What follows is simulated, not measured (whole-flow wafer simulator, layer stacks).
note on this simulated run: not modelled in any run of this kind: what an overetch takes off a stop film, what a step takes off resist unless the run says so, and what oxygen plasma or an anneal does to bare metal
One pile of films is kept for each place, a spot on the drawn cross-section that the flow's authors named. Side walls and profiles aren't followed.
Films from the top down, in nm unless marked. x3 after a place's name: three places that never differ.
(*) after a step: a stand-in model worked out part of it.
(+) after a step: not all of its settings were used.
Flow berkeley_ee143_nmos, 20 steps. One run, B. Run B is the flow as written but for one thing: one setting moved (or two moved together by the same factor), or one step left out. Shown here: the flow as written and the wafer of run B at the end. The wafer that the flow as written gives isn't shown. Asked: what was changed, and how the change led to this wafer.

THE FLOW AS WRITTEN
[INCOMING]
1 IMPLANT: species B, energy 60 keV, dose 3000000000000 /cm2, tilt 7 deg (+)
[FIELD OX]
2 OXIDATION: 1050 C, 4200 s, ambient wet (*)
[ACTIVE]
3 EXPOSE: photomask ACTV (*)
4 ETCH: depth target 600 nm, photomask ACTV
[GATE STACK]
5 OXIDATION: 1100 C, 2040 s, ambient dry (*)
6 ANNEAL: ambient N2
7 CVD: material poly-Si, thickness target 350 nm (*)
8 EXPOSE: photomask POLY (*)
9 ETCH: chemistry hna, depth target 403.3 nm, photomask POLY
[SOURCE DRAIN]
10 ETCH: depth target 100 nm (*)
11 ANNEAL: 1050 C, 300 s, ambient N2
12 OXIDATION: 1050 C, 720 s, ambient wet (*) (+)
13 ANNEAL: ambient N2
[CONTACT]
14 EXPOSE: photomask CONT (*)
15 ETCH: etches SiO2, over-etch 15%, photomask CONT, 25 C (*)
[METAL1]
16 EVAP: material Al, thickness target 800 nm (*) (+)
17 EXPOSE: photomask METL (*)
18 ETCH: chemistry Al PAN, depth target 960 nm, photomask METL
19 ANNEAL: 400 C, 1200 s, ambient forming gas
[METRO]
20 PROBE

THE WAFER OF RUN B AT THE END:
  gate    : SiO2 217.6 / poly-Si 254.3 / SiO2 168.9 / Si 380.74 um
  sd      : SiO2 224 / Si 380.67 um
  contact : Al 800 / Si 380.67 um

The cause: step 4, ETCH: depth target 430 nm was run, where the flow has depth target 600 nm.

How the change led to this, step by step:
  4 ETCH: depth target 600 nm, photomask ACTV
      gate, sd, contact: SiO2 -430 (as written it would be: SiO2 -566.4 (all of it))
  5 OXIDATION: 1100 C, 2040 s, ambient dry (*)
      gate, sd, contact: SiO2 +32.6, Si -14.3 (as written it would be: SiO2 +79.7 (new film), Si -35.1)
  10 ETCH: depth target 100 nm (*)
      sd, contact: SiO2 -100 (as written it would be: SiO2 -79.7 (all of it))
  12 OXIDATION: 1050 C, 720 s, ambient wet (*) (+)
      sd, contact: SiO2 +155.1, Si -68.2 (as written it would be: SiO2 +189.4 (new film), Si -83.4)
  15 ETCH: etches SiO2, over-etch 15%, photomask CONT, 25 C (*)
      contact: SiO2 -224 (all of it) (as written it would be: SiO2 -189.4 (all of it))
